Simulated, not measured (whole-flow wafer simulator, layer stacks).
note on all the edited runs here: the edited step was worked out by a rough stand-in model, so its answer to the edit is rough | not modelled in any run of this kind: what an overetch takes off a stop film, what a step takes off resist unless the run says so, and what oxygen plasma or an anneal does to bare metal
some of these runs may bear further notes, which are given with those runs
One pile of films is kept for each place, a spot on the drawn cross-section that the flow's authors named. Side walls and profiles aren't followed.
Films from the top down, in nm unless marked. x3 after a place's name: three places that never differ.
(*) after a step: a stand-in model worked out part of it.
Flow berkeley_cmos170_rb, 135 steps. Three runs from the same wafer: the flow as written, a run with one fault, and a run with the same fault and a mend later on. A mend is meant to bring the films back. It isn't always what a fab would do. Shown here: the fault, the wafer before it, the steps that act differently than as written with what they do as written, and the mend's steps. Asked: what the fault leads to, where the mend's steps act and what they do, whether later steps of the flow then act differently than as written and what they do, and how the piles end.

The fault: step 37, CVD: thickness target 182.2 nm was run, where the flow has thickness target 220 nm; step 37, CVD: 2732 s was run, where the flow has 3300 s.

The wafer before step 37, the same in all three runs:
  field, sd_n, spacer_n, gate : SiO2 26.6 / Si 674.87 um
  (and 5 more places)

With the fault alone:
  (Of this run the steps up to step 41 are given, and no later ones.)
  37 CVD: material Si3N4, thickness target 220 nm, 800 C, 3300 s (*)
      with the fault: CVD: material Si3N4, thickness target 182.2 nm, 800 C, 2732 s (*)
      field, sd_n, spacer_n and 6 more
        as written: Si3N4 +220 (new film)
        with the fault: Si3N4 +182.2 (new film)
  No later step of the flow up to step 41 acts differently than as written at any place that is followed.
  After step 41 the piles differ from the flow's by more than 2% or 0.5 nm, whichever is larger, at field, sd_n, spacer_n and 6 more.
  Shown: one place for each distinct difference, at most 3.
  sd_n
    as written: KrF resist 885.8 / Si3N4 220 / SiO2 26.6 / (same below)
    with the fault: KrF resist 885.8 / Si3N4 182.2 / SiO2 26.6 / (same below)
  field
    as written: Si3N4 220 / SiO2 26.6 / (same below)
    with the fault: Si3N4 182.2 / SiO2 26.6 / (same below)

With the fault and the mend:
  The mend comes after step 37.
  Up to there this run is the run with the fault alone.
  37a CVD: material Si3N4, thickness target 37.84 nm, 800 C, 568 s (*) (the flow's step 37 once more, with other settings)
      field, sd_n, spacer_n and 6 more
        Si3N4 +37.8
  No later step of the flow acts differently than as written, at any place that is followed, by more than 2% or 0.5 nm, whichever is larger.
  At the end the piles are the same as the flow's at every place that both follow.
